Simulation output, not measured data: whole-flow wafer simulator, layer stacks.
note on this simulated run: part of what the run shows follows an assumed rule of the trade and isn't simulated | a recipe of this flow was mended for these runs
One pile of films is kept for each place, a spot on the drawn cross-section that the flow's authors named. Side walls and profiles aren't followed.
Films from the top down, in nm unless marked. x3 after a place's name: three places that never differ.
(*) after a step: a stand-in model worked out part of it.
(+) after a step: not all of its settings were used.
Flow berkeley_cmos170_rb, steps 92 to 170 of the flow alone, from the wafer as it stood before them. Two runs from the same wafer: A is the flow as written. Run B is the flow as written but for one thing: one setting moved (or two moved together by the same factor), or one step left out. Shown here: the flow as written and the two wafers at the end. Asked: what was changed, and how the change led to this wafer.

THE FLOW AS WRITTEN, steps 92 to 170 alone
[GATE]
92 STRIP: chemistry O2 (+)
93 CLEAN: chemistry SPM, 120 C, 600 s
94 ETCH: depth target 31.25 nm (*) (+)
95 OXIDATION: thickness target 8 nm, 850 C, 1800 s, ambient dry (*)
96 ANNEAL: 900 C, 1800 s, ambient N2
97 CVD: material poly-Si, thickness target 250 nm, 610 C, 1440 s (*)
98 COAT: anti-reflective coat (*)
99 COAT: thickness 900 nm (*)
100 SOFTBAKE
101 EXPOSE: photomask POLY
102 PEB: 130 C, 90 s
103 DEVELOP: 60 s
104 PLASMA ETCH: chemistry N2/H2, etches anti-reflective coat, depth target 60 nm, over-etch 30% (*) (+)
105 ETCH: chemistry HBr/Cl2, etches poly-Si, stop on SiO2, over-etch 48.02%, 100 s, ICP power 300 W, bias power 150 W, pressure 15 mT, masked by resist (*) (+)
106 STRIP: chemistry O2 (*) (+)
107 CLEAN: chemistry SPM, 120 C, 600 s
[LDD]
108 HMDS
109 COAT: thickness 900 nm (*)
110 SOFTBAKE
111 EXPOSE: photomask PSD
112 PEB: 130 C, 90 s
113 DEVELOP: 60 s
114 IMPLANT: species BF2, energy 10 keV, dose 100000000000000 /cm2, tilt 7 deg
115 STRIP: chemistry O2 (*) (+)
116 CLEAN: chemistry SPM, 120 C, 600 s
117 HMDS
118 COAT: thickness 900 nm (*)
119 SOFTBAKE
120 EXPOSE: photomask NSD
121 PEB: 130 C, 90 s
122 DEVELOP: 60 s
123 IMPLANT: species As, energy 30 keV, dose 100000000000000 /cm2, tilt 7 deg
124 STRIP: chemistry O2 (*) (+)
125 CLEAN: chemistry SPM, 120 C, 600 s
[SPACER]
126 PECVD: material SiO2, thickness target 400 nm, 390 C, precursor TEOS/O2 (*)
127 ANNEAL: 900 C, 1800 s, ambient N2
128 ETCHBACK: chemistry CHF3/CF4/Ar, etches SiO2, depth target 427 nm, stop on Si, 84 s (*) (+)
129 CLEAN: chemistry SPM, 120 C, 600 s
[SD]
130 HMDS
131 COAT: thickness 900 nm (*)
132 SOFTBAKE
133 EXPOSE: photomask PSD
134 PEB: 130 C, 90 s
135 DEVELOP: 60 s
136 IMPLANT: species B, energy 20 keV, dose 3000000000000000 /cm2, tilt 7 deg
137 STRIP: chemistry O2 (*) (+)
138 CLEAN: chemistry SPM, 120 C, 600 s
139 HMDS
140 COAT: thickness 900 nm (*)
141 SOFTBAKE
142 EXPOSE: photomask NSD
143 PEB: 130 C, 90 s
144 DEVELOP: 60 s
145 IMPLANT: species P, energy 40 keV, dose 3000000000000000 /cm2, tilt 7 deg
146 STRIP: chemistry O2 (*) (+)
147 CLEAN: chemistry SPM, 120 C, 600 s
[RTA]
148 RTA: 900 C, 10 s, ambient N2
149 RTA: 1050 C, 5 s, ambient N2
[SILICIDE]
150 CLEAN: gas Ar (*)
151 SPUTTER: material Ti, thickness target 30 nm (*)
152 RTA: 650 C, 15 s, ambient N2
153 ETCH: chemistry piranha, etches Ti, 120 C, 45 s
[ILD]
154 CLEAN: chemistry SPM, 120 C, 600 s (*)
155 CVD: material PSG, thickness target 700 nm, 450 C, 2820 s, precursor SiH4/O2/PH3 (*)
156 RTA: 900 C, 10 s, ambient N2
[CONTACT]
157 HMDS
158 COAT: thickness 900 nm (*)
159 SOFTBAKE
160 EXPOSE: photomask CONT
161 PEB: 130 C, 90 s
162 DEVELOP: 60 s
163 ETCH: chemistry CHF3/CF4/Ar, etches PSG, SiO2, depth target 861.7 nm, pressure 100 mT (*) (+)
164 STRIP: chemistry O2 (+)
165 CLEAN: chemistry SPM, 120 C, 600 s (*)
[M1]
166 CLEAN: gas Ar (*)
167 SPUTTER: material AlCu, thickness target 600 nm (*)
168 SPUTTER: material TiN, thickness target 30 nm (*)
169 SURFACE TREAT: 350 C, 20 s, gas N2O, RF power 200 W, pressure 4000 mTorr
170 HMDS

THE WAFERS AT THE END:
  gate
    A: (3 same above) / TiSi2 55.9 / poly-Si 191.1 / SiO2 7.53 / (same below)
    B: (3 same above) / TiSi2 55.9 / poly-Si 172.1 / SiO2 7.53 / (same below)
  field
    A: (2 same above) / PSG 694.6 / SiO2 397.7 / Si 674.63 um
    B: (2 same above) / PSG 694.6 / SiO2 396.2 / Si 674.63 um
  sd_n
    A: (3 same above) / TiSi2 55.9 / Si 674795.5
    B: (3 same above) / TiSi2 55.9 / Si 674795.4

The cause: step 97, CVD: thickness target 231 nm was run, where the flow has thickness target 250 nm; step 97, CVD: 1332 s was run, where the flow has 1440 s.

How the change led to this, step by step:
  97 CVD: material poly-Si, thickness target 250 nm, 610 C, 1440 s (*)
      field, sd_n, spacer_n and 6 more: A poly-Si +250 (new film) | B poly-Si +231 (new film)
  105 ETCH: chemistry HBr/Cl2, etches poly-Si, stop on SiO2, over-etch 48.02%, 100 s, ICP power 300 W, bias power 150 W, pressure 15 mT, masked by resist (*) (+)
      spacer_n, spacer_p: A poly-Si -248.5 (all of it), SiO2 -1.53 | B poly-Si -229.6 (all of it), SiO2 -2.99
      field: A poly-Si -245 (all of it), SiO2 -1.8 | B poly-Si -226.1 (all of it), SiO2 -3.26
      (and at 4 more places)
  115 STRIP: chemistry O2 (*) (+)
      gate: A KrF-resist -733 (all of it), chemical SiO2 +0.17 | B KrF-resist -748 (all of it), chemical SiO2 +0.17
  118 COAT: thickness 900 nm (*)
      gate_p: A KrF-resist +744.7 (new film) | B KrF-resist +759.9 (new film)
  124 STRIP: chemistry O2 (*) (+)
      gate_p: A KrF-resist -728.2 (all of it), chemical SiO2 +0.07 | B KrF-resist -743.3 (all of it), chemical SiO2 +0.07
  128 ETCHBACK: chemistry CHF3/CF4/Ar, etches SiO2, depth target 427 nm, stop on Si, 84 s (*) (+)
      spacer_n: A SiO2 -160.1 | B SiO2 -177.7
      spacer_p: A SiO2 -160.1 | B SiO2 -177.6
